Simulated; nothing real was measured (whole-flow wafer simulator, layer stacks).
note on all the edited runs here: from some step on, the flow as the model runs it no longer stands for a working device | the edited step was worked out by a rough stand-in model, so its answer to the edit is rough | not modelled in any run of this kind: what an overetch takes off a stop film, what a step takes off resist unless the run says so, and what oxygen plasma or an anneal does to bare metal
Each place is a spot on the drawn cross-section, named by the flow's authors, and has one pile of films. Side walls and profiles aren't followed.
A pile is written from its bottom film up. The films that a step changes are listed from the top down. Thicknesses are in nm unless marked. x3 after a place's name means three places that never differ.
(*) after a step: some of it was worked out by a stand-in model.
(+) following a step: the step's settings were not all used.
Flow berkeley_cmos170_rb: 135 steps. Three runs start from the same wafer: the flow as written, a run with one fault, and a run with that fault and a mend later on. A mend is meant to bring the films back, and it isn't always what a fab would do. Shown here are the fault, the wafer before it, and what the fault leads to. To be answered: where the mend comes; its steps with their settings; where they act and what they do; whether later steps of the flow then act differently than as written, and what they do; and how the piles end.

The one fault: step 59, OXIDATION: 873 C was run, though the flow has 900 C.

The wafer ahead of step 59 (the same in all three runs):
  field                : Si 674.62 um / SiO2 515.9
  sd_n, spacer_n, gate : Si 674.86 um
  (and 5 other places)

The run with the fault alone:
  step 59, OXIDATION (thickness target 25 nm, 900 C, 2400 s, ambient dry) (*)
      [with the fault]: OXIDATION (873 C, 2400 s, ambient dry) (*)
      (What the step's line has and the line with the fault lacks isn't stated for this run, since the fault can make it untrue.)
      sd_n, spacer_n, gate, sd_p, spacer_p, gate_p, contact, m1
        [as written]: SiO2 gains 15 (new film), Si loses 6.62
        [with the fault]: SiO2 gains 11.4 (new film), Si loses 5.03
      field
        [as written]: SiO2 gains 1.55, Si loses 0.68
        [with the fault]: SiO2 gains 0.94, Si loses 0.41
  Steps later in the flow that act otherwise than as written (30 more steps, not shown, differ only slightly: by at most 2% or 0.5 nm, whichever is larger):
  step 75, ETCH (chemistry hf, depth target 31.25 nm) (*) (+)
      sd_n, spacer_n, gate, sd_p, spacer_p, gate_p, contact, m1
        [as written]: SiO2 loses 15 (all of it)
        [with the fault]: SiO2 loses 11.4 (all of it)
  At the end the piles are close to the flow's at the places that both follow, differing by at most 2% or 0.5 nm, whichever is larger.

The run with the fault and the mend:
  The mend follows step 60.
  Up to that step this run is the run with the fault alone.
  step 60a, OXIDATION (900 C, 830 s, ambient dry) (*) (the flow's step 59, run once more with other settings)
      sd_n, spacer_n, gate, sd_p, spacer_p, gate_p, contact, m1
        SiO2 gains 3.6, Si loses 1.58
      field
        SiO2 gains 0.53, Si loses 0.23
  Every later step of the flow that is run acts as written, at every place that is followed, to within 2% or 0.5 nm, whichever is larger.
  At the end the piles are close to the flow's at the places that both follow, differing by at most 2% or 0.5 nm, whichever is larger.
